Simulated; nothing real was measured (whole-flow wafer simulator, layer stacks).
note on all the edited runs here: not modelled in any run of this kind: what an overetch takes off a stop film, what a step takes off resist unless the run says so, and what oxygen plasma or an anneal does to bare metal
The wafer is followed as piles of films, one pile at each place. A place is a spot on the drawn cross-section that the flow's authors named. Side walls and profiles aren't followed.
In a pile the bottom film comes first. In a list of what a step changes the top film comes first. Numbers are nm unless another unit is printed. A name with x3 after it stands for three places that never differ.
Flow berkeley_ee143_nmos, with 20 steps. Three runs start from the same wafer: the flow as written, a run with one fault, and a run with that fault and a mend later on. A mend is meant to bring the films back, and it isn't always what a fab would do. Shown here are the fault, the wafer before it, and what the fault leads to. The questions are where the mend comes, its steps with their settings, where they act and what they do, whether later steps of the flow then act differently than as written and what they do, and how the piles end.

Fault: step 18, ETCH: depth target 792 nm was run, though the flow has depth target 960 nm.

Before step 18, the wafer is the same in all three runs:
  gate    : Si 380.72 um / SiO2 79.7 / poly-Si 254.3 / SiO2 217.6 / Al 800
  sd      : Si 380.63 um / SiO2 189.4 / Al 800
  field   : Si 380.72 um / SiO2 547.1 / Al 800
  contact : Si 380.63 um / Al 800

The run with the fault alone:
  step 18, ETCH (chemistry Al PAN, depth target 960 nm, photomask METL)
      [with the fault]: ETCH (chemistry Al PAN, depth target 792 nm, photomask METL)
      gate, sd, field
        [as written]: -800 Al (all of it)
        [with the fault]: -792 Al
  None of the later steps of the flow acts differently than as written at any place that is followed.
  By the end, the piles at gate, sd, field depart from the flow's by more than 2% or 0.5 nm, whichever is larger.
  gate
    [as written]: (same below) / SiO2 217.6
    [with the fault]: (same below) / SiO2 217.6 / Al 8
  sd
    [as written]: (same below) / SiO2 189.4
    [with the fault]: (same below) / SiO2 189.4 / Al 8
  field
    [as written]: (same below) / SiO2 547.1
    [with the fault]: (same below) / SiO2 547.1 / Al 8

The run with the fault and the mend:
  The mend stands after step 18.
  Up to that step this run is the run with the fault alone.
  step 18a, ETCH (chemistry Al PAN, depth target 168 nm, photomask METL) (a further turn of the flow's step 18, with different settings)
      gate, sd, field
        -8 Al (all of it)
  None of the later steps of the flow acts differently than as written at any place that is followed.
  By the end, the piles equal the flow's at every place that both follow.
